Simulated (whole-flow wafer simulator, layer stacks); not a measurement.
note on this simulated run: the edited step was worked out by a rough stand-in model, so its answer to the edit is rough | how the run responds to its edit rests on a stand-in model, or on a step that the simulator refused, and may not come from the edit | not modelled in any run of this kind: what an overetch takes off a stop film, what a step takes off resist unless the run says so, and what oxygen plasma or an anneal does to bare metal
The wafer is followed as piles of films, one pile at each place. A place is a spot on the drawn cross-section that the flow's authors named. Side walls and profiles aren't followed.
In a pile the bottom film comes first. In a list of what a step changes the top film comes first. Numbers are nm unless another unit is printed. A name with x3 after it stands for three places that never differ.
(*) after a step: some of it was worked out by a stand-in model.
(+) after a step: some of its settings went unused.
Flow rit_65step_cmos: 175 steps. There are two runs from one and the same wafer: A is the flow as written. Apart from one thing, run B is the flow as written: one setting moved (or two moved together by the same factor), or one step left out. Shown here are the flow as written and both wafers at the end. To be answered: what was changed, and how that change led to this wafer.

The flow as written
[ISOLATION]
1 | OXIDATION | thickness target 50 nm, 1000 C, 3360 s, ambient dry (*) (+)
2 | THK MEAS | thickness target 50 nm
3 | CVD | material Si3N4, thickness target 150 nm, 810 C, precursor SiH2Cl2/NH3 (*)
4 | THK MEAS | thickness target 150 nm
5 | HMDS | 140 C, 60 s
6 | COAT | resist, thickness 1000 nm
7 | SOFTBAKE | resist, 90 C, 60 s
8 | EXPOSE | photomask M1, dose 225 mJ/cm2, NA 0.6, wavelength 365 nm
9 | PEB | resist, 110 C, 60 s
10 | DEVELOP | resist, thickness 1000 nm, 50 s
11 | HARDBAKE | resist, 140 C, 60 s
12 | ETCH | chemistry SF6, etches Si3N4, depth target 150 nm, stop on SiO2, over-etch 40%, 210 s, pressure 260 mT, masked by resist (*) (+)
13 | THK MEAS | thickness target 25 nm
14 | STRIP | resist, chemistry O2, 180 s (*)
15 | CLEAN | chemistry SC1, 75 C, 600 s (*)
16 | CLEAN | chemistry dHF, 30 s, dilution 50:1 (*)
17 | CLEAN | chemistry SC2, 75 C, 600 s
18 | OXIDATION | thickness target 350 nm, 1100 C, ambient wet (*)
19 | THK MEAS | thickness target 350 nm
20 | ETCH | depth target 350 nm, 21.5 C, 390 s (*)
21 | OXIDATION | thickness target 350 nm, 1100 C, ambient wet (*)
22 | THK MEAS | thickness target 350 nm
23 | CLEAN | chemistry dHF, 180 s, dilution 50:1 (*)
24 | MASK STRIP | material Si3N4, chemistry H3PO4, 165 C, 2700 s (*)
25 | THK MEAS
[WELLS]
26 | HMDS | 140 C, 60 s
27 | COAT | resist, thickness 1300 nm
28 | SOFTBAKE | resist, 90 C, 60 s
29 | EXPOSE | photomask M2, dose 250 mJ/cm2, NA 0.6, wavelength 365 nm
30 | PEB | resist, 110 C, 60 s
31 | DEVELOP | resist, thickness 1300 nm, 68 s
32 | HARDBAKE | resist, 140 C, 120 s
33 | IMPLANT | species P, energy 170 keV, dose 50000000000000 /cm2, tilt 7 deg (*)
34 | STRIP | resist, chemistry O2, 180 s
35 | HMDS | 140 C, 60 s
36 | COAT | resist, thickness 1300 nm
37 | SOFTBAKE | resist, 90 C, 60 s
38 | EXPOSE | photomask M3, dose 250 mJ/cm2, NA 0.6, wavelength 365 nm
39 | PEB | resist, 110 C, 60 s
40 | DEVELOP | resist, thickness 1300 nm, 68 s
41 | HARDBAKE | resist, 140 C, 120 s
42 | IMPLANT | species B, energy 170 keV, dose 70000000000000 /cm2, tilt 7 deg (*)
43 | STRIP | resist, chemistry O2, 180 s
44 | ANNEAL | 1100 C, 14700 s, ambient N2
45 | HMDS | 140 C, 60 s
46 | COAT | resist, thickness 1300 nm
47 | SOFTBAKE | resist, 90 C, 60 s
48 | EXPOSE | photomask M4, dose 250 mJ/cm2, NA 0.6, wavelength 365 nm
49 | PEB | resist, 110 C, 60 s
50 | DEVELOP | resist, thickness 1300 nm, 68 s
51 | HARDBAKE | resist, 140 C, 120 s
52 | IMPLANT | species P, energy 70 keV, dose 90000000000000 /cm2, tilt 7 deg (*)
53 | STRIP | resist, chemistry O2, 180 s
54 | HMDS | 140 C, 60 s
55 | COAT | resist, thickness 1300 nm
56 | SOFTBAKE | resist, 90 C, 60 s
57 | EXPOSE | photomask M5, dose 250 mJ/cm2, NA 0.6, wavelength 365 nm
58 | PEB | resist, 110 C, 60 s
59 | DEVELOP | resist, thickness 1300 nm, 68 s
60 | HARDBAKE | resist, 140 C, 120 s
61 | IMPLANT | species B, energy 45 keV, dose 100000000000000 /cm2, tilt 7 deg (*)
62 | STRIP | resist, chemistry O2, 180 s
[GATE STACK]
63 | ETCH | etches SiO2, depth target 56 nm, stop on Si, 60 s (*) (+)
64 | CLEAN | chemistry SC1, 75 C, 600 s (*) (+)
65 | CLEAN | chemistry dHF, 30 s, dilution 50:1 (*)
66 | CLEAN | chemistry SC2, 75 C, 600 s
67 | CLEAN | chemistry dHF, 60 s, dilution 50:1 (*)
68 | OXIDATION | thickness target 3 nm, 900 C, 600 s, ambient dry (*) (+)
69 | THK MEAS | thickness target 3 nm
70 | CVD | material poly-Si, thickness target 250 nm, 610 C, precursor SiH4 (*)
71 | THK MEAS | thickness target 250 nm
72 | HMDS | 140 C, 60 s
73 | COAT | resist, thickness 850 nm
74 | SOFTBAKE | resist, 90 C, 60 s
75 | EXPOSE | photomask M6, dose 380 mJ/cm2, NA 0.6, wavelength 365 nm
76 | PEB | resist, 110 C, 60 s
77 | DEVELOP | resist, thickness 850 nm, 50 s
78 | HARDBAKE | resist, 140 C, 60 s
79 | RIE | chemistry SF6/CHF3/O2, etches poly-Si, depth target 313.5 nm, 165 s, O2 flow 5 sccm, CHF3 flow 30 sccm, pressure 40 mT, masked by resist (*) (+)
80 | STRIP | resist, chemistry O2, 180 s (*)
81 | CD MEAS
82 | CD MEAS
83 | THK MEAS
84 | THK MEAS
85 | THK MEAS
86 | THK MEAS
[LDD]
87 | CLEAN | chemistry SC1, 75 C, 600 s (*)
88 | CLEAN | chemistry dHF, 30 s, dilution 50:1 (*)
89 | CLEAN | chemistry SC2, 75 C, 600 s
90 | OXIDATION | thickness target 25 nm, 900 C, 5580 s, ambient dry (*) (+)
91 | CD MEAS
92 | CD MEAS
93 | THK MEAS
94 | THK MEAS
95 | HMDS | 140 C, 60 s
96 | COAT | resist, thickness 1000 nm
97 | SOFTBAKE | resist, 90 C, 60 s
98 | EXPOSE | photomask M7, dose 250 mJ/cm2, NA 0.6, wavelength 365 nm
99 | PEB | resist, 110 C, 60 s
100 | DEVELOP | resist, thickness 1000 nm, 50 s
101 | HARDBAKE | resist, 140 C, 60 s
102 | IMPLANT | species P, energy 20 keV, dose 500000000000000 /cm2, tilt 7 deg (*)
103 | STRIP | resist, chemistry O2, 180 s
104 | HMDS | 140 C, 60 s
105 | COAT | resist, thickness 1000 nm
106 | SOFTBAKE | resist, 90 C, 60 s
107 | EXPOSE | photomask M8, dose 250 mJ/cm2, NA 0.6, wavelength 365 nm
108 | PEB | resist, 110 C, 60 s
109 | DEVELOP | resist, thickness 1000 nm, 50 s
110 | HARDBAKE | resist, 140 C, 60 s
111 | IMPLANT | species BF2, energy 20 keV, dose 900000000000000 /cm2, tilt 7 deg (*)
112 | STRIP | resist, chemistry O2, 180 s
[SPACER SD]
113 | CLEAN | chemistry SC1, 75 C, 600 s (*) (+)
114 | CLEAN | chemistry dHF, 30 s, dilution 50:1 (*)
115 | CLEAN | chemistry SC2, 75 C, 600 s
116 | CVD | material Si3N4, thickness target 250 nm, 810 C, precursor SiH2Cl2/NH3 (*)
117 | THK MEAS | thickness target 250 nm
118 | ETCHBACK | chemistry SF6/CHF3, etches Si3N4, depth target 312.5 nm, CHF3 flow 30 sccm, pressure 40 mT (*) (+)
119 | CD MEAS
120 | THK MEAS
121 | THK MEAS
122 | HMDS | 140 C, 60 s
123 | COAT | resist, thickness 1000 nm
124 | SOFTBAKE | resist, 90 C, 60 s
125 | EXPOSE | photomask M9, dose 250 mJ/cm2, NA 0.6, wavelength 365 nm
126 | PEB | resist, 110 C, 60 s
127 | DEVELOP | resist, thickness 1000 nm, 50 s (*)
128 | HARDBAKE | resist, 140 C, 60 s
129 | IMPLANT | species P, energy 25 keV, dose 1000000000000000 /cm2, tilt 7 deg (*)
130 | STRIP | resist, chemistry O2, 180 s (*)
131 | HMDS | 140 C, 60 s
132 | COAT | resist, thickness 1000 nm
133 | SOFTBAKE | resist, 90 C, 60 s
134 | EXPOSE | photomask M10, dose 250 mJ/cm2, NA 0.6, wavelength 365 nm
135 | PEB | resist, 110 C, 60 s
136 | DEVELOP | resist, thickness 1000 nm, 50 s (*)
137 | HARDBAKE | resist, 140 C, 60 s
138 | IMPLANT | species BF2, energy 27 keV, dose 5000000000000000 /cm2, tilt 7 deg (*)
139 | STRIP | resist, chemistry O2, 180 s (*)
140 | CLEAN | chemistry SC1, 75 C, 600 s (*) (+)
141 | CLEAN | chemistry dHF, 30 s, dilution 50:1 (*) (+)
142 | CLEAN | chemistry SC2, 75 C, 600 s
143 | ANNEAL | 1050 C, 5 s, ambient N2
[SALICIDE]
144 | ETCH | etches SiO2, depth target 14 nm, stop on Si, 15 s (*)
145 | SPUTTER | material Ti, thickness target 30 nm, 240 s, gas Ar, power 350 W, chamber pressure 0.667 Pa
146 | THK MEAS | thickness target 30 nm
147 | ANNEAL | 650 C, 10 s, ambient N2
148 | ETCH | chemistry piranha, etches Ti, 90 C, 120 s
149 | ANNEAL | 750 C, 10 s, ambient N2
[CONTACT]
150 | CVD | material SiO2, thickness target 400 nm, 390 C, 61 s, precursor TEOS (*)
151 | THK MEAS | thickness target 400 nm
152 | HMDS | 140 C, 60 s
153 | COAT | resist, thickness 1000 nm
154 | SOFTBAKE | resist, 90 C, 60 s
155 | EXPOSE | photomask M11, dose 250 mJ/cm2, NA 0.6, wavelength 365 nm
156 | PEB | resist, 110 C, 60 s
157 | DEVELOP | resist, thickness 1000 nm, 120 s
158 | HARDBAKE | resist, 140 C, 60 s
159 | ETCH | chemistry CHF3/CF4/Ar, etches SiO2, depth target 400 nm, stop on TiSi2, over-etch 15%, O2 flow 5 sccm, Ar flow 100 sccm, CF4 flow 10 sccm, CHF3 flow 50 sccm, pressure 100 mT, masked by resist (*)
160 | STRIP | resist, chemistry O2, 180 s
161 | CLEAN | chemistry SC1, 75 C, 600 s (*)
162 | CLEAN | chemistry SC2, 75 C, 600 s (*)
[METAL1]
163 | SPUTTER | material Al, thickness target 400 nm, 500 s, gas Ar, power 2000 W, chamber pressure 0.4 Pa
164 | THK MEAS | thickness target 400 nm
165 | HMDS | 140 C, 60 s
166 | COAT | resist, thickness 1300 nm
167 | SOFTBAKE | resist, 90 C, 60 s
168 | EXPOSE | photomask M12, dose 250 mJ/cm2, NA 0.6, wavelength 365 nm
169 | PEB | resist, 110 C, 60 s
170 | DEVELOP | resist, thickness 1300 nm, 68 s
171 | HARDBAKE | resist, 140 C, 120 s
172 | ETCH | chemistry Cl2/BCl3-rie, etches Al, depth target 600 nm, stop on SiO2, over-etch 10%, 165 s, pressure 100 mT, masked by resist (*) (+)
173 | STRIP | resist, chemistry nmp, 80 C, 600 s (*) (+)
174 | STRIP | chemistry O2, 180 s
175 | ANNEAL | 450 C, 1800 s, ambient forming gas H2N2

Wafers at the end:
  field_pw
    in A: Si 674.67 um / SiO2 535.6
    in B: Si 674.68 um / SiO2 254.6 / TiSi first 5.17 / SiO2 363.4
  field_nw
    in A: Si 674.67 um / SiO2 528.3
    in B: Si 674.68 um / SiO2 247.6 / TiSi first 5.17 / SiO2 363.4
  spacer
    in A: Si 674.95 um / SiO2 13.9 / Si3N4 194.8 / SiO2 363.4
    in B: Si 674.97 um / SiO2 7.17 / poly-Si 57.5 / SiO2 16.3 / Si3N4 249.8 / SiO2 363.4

The reason: step 70, CVD: thickness target 388 nm was run, while the flow as written has thickness target 250 nm.

How this came from the change, step by step:
  70 | CVD | material poly-Si, thickness target 250 nm, 610 C, precursor SiH4 (*)
      field, field_pw, field_nw and 11 more: A poly-Si gains 250 (new film) | B poly-Si gains 388 (new film)
  79 | RIE | chemistry SF6/CHF3/O2, etches poly-Si, depth target 313.5 nm, 165 s, O2 flow 5 sccm, CHF3 flow 30 sccm, pressure 40 mT, masked by resist (*) (+)
      active_n, active_p, spacer, spacer_p, sd_n, sd_p, contact, m1: A poly-Si loses 250 (all of it), SiO2 loses 7.17 (all of it) | B poly-Si loses 313.5
      field, field_pw, field_nw, field_p: A poly-Si loses 250 (all of it), SiO2 loses 10.9 | B poly-Si loses 313.5
  80 | STRIP | resist, chemistry O2, 180 s (*)
      active_n, active_p, spacer, spacer_p, sd_n, sd_p, contact, m1: A chemical SiO2 gains 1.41 (new film), Si loses 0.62 | B chemical SiO2 gains 1.41 (new film), poly-Si loses 0.62
      field, field_pw, field_nw, field_p: A nothing | B chemical SiO2 gains 1.41 (new film), poly-Si loses 0.62
  87 | CLEAN | chemistry SC1, 75 C, 600 s (*)
      active_n, active_p, spacer, spacer_p, sd_n, sd_p, contact, m1: A chemical SiO2 loses 0.81, Si loses 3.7 | B chemical SiO2 loses 0.81, poly-Si loses 3.7
      field, field_pw, field_nw, field_p: A SiO2 loses 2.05 | B chemical SiO2 loses 0.81, poly-Si loses 3.7
  88 | CLEAN | chemistry dHF, 30 s, dilution 50:1 (*)
      field, field_pw, field_nw, field_p: A SiO2 loses 2.78 | B chemical SiO2 loses 0.6 (all of it)
  90 | OXIDATION | thickness target 25 nm, 900 C, 5580 s, ambient dry (*) (+)
      active_n, active_p, spacer, spacer_p, sd_n, sd_p, contact, m1: A SiO2 gains 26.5 (new film), chemical SiO2 loses 0.4 (all of it), Si loses 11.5 | B SiO2 gains 28.9 (new film), chemical SiO2 loses 0.4 (all of it), poly-Si loses 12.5
      field, field_pw: A SiO2 gains 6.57, Si loses 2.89 | B SiO2 gains 28.9 (new film), chemical SiO2 loses 0.4 (all of it), poly-Si loses 12.5
      (and at 2 other places as well)
  96 | COAT | resist, thickness 1000 nm
      gate_n, gate_p: A resist gains 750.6 (new film) | B resist gains 700.9 (new film)
  99 | PEB | resist, 110 C, 60 s
      gate_n, gate_p: A resist loses 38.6 | B resist loses 35.9
  100 | DEVELOP | resist, thickness 1000 nm, 50 s
      gate_n: A resist loses 712.1 (all of it) | B resist loses 665 (all of it)
  101 | HARDBAKE | resist, 140 C, 60 s
      gate_p: A resist loses 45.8 | B resist loses 42.3
  103 | STRIP | resist, chemistry O2, 180 s
      gate_p: A resist loses 666.3 (all of it) | B resist loses 622.7 (all of it)
  105 | COAT | resist, thickness 1000 nm
      gate_n, gate_p: A resist gains 750.6 (new film) | B resist gains 700.9 (new film)
  108 | PEB | resist, 110 C, 60 s
      gate_n, gate_p: A resist loses 38.6 | B resist loses 35.9
  109 | DEVELOP | resist, thickness 1000 nm, 50 s
      gate_p: A resist loses 712.1 (all of it) | B resist loses 665 (all of it)
  110 | HARDBAKE | resist, 140 C, 60 s
      gate_n: A resist loses 45.8 | B resist loses 42.3
  112 | STRIP | resist, chemistry O2, 180 s
      gate_n: A resist loses 666.3 (all of it) | B resist loses 622.7 (all of it)
  ... another 23 steps ...
  170 | DEVELOP | resist, thickness 1300 nm, 68 s
      field: A resist loses 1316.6 (all of it) | B resist loses 1284.8 (all of it)
      field_pw: A resist loses 1285.5 (all of it) | B resist loses 1250.2 (all of it)
      (and at 6 other places as well)
